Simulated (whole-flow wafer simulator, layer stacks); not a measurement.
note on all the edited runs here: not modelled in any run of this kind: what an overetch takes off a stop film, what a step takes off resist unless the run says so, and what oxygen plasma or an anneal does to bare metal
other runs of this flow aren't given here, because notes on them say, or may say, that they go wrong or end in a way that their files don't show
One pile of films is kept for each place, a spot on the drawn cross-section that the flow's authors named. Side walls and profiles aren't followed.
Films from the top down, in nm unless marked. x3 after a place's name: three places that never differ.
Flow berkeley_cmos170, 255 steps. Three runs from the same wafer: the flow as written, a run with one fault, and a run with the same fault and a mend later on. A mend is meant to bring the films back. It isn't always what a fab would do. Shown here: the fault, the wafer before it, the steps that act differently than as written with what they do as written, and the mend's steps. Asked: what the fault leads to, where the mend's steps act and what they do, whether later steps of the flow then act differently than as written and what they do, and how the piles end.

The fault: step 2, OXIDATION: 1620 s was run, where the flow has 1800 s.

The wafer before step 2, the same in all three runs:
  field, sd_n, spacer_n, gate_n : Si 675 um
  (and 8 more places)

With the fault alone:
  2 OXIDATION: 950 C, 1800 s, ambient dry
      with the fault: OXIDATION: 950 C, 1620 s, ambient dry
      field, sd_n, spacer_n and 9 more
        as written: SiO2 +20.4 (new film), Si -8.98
        with the fault: SiO2 +19.1 (new film), Si -8.43
  Later steps of the flow that act differently than as written:
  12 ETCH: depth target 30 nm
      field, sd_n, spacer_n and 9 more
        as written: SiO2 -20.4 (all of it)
        with the fault: SiO2 -19.1 (all of it)
  At the end the piles differ from the flow's only slightly at the places that both follow, by at most 2% or 0.5 nm, whichever is larger.

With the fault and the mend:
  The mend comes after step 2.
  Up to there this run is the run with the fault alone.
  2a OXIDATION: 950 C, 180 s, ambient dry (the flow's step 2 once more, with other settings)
      field, sd_n, spacer_n and 9 more
        SiO2 +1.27, Si -0.56
  No later step of the flow acts differently than as written at any place that is followed.
  At the end the piles are the same as the flow's at every place that both follow.
